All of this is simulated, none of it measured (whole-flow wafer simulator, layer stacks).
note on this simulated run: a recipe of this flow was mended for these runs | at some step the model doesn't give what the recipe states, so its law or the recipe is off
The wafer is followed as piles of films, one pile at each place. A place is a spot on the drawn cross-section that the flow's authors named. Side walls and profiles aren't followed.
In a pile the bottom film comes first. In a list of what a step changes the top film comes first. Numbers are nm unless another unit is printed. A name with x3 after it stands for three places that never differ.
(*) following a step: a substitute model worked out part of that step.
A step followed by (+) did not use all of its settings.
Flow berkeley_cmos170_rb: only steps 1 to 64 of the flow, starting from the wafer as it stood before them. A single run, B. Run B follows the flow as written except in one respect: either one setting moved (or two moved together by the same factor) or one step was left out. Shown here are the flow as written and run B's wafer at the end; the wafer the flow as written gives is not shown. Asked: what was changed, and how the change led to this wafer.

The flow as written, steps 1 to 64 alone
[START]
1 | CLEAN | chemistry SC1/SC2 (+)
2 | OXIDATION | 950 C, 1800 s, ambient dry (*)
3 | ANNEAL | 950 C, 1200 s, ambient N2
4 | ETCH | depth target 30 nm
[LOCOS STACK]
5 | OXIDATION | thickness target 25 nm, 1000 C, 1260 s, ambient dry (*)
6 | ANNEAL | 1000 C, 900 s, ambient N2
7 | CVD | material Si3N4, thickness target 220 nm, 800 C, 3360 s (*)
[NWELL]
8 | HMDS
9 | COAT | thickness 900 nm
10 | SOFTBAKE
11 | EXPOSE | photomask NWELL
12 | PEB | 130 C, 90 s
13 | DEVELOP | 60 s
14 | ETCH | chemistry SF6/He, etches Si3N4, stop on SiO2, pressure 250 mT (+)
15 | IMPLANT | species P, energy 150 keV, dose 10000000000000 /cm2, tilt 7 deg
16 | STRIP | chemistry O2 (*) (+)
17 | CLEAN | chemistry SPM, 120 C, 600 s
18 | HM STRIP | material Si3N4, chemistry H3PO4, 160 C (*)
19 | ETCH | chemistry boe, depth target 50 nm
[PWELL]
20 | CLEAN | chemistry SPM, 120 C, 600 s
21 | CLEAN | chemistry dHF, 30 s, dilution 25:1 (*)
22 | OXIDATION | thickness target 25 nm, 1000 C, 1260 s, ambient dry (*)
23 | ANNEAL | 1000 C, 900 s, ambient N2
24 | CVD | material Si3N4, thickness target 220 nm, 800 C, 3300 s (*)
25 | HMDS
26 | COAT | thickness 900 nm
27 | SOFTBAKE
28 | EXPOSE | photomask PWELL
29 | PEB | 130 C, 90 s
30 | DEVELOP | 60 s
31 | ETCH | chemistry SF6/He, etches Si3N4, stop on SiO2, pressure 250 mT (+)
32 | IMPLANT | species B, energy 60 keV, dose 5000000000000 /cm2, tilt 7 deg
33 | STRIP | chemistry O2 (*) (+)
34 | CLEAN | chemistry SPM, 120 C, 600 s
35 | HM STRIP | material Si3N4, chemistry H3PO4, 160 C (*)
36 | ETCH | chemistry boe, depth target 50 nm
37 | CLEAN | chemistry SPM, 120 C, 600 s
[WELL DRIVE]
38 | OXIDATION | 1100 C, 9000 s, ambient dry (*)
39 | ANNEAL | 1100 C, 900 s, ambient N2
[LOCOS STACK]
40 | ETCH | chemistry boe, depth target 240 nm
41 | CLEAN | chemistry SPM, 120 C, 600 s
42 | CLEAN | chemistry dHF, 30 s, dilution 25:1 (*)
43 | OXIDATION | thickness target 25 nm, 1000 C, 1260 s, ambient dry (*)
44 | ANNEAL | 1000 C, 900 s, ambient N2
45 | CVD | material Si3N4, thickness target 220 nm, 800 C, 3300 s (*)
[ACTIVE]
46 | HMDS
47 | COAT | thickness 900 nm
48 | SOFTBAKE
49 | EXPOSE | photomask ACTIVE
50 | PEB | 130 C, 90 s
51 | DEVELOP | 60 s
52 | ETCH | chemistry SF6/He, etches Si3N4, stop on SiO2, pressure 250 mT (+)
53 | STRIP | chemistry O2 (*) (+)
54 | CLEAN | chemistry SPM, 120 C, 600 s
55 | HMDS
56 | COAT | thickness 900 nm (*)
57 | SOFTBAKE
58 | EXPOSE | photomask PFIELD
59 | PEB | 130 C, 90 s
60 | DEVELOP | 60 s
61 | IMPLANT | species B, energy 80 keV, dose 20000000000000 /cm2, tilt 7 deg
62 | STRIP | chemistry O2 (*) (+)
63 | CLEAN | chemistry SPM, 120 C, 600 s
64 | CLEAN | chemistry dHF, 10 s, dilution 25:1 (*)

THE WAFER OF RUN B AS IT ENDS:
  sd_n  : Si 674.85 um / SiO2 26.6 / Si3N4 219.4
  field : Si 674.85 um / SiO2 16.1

What caused this: step 2, OXIDATION: 1092 C was run, while the flow as written has 950 C.

How this came from the change, step by step:
  2 | OXIDATION | 950 C, 1800 s, ambient dry (*)
      field, sd_n, spacer_n and 6 more: +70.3 SiO2 (new film), -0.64 chemical SiO2 (all of it), -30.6 Si (as written it would have been: +20.7 SiO2 (new film), -0.64 chemical SiO2 (all of it), -8.82 Si)
  4 | ETCH | depth target 30 nm
      field, sd_n, spacer_n and 6 more: -30 SiO2 (as written it would have been: -20.7 SiO2 (all of it))
  5 | OXIDATION | thickness target 25 nm, 1000 C, 1260 s, ambient dry (*)
      field, sd_n, spacer_n and 6 more: +11.8 SiO2, -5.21 Si (as written it would have been: +26.6 SiO2 (new film), -11.7 Si)
  19 | ETCH | chemistry boe, depth target 50 nm
      field, sd_n, spacer_n, gate, contact, m1: -48.7 SiO2 (all of it) (as written it would have been: -23.1 SiO2 (all of it))
      sd_p, spacer_p, gate_p: -33.1 SiO2 (all of it) (as written it would have been: -7.55 SiO2 (all of it))
